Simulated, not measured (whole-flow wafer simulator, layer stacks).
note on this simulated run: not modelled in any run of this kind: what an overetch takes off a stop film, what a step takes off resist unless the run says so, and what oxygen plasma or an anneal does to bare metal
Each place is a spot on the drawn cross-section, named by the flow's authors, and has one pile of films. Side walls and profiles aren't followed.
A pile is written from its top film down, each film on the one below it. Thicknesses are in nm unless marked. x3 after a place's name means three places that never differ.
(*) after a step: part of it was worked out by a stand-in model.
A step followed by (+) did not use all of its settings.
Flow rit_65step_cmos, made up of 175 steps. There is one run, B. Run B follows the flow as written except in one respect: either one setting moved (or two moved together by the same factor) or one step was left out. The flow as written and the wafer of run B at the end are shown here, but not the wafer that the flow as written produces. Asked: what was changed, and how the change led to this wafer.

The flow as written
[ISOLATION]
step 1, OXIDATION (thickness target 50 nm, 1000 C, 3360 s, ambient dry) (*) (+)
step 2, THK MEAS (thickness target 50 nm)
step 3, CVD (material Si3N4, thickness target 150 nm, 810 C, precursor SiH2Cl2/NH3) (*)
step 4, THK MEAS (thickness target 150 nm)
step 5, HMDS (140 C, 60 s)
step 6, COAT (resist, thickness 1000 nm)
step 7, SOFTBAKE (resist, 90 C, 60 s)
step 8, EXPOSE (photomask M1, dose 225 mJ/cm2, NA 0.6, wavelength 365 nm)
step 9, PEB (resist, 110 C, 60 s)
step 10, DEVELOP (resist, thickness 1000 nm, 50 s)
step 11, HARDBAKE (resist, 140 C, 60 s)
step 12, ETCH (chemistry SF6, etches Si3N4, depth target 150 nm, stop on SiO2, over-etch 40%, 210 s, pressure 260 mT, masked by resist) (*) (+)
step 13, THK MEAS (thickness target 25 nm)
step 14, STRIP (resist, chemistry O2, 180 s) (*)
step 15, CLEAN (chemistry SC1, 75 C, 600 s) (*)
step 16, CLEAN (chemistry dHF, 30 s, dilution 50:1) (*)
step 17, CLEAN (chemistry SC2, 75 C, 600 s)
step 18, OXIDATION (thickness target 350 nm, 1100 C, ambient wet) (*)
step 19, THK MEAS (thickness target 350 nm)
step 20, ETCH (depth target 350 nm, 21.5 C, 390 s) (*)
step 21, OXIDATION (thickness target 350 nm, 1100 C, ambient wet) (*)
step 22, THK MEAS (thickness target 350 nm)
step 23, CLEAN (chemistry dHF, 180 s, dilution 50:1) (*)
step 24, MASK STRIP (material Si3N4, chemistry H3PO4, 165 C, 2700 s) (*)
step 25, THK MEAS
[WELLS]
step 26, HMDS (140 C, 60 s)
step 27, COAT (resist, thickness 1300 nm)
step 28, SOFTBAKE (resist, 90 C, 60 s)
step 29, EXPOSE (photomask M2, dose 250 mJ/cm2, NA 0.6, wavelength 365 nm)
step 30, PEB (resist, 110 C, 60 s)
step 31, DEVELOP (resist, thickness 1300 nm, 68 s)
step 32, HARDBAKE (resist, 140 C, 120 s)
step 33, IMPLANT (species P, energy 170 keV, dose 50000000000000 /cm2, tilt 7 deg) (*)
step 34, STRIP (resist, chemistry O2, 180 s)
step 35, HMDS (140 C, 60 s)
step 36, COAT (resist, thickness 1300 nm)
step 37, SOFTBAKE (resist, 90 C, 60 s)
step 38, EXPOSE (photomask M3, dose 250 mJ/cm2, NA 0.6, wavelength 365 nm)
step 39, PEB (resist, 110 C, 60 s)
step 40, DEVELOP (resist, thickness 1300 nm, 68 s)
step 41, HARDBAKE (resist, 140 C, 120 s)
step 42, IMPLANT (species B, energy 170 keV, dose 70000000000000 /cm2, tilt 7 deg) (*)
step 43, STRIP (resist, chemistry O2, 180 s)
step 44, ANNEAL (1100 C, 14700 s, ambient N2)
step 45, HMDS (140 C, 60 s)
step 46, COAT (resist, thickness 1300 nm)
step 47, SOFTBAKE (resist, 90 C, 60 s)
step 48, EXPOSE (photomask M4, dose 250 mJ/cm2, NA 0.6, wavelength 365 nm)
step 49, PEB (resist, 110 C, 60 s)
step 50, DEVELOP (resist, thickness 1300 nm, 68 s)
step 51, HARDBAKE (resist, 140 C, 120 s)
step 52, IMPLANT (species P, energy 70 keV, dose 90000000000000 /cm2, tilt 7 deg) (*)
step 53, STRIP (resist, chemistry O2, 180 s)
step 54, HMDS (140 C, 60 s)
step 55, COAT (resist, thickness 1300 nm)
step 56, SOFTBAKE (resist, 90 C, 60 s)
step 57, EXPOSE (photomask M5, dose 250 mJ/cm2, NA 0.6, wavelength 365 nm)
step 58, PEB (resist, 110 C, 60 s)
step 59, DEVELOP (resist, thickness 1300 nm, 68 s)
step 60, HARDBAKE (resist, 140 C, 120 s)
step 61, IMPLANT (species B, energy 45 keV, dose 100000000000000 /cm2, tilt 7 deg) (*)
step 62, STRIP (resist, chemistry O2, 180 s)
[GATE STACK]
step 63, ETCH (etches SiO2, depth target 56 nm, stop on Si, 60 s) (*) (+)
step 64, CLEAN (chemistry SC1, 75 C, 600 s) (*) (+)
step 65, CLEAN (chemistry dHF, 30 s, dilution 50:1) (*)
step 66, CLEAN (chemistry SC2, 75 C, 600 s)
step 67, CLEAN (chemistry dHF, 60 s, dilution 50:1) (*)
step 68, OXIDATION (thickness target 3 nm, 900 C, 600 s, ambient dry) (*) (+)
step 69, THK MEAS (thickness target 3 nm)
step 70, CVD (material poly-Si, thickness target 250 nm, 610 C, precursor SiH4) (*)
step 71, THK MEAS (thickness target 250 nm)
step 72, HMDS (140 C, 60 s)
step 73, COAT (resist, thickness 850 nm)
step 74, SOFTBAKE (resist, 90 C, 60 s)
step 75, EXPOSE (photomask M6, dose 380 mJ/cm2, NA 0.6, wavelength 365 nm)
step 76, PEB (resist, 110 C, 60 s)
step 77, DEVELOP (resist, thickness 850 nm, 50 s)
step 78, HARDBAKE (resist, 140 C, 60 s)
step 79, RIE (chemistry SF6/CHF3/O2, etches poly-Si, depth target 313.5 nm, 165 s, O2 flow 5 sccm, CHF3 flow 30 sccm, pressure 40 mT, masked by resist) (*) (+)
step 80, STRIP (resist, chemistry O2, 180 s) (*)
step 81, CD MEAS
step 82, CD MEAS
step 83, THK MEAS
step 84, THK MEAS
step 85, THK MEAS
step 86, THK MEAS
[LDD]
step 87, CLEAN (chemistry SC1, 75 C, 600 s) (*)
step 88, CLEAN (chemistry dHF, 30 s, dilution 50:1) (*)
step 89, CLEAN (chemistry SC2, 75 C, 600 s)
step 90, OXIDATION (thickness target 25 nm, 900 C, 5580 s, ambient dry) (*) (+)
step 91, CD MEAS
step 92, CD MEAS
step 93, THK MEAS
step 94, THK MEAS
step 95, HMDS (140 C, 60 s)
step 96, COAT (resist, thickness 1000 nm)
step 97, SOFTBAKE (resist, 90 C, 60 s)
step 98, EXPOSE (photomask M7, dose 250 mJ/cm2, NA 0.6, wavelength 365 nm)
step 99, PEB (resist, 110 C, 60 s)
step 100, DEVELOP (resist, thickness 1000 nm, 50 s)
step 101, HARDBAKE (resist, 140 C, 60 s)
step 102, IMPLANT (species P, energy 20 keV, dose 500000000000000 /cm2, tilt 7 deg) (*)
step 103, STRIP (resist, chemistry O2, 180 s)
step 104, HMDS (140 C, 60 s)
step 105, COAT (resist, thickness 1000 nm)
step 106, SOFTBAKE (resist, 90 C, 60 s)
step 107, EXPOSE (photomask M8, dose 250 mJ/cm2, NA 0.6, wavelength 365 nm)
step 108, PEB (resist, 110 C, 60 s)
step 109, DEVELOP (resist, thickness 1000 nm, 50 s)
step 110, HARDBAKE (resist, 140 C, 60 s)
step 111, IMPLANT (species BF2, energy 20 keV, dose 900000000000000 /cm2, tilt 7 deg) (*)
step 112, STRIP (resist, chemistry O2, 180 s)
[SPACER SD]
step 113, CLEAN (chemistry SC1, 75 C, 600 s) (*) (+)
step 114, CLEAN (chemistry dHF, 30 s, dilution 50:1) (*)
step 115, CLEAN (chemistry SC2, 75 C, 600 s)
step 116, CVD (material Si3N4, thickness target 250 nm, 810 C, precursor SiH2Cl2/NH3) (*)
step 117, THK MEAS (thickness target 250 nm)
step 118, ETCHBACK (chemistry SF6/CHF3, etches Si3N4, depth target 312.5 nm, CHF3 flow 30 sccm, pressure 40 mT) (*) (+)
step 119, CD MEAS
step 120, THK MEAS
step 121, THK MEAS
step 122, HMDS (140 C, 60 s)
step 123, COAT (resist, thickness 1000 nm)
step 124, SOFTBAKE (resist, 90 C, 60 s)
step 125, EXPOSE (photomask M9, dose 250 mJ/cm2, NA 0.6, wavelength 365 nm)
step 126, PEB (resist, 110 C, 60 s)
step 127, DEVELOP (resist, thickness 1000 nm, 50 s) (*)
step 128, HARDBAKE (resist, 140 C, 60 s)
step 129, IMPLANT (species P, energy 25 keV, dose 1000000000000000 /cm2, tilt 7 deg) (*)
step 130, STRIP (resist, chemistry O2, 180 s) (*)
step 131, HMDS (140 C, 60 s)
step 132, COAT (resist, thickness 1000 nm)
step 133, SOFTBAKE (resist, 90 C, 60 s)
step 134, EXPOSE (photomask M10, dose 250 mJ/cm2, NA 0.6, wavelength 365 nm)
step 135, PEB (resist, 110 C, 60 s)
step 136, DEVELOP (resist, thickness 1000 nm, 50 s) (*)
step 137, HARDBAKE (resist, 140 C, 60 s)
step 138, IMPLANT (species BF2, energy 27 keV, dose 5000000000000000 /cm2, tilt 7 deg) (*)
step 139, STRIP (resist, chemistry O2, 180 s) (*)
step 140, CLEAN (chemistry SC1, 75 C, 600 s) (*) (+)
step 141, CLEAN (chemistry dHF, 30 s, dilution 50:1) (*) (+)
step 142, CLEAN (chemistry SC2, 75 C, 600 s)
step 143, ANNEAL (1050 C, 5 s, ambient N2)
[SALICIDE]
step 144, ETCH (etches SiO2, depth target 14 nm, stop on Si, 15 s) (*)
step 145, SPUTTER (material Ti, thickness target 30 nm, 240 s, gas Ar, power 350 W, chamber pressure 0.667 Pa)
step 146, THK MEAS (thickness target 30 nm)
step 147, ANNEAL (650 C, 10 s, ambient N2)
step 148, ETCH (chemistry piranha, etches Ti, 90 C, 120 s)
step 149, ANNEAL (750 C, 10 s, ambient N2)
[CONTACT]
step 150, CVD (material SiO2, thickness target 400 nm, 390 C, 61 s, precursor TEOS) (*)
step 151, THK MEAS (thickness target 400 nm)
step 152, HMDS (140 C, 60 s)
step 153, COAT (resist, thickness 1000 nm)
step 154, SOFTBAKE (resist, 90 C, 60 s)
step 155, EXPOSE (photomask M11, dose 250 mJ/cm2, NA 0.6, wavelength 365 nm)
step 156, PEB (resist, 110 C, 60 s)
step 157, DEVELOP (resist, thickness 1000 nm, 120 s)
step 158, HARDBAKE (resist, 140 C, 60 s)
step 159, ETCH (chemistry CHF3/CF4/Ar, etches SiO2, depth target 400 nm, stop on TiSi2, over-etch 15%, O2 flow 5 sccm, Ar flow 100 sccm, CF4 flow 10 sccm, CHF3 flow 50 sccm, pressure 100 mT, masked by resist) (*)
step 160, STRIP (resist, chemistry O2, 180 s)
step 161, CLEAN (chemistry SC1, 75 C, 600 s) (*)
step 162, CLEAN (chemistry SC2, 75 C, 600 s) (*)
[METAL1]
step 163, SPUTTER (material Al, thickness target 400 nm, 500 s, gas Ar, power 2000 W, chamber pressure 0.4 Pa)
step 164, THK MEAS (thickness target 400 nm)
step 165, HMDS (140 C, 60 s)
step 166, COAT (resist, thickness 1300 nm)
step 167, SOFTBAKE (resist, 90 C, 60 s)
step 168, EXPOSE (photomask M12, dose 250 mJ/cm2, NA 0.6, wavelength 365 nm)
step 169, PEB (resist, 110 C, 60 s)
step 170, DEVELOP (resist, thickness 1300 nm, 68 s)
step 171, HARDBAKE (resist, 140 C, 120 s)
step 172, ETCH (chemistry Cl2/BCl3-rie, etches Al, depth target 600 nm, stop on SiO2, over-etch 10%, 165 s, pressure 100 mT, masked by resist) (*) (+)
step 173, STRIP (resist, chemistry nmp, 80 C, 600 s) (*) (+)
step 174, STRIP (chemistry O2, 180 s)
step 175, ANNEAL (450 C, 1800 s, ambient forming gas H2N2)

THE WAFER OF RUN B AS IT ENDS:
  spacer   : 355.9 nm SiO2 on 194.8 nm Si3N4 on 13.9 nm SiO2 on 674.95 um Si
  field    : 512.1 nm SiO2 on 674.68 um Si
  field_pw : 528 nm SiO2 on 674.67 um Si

The reason: step 163, SPUTTER: 425 s was run, though the flow has 500 s.

The path from the change to this, step by step:
  step 163, SPUTTER (material Al, thickness target 400 nm, 500 s, gas Ar, power 2000 W, chamber pressure 0.4 Pa)
      field, field_p, spacer, spacer_p: Al gains 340 (new film) (as written it would have been: Al gains 400 (new film))
      gate_n, gate_p: Al gains 340 (new film) (as written it would have been: Al gains 396 (new film))
      (as well as at 2 more places)
  step 172, ETCH (chemistry Cl2/BCl3-rie, etches Al, depth target 600 nm, stop on SiO2, over-etch 10%, 165 s, pressure 100 mT, masked by resist) (*) (+)
      field, field_p, spacer, spacer_p: Al loses 340 (all of it), SiO2 loses 40 (as written it would have been: Al loses 400 (all of it), SiO2 loses 32.5)
      gate_n, gate_p: Al loses 340 (all of it), SiO2 loses 40 (as written it would have been: Al loses 396 (all of it), SiO2 loses 33)
      (as well as at 2 more places)
